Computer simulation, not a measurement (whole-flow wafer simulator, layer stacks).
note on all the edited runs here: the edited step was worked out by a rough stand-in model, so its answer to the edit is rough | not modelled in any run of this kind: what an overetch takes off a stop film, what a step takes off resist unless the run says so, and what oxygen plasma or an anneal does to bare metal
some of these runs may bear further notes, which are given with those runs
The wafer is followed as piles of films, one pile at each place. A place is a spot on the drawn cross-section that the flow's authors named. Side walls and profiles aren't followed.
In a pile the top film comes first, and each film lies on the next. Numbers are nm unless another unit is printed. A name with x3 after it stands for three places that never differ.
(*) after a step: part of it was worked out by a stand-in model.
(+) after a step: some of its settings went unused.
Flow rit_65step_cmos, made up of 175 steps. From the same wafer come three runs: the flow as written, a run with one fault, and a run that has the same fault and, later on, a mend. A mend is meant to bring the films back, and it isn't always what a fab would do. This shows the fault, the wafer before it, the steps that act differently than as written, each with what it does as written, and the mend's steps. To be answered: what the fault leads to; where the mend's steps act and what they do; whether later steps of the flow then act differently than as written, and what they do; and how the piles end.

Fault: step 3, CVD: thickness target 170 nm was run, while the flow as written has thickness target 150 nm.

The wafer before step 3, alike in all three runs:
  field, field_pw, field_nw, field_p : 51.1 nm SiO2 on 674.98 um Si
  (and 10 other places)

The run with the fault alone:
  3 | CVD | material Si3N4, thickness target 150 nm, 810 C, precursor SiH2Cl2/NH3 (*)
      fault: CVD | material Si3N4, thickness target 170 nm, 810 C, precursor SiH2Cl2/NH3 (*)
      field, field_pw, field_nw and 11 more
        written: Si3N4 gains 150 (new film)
        fault: Si3N4 gains 170 (new film)
  Later steps of the flow acting differently than as written (58 other steps are not shown; they differ only slightly, by no more than 2% or 0.5 nm, whichever is larger):
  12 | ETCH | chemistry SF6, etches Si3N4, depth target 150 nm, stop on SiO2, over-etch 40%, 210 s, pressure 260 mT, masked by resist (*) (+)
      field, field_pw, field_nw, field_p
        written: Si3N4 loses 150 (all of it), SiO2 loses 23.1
        fault: Si3N4 loses 170 (all of it), SiO2 loses 15.4
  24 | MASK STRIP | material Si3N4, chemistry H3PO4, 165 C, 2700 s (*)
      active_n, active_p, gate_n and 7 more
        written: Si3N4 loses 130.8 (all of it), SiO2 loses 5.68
        fault: Si3N4 loses 150.8 (all of it), SiO2 loses 4.92
  When the end is reached, the piles differ only a little from the flow's at the places that both follow, at most by 2% or 0.5 nm, whichever is larger.

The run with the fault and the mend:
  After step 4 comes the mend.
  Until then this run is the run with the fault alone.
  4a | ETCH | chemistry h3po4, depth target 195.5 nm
      field, field_pw, field_nw and 11 more
        Si3N4 loses 170 (all of it)
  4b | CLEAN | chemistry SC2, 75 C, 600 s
      alters no film at any place that is followed
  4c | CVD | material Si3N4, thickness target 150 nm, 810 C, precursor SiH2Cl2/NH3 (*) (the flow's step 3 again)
      field, field_pw, field_nw and 11 more
        Si3N4 gains 150 (new film)
  Every later step of the flow that is run acts as written at every place that is followed.
  By the end, the piles equal the flow's at every place that both follow.
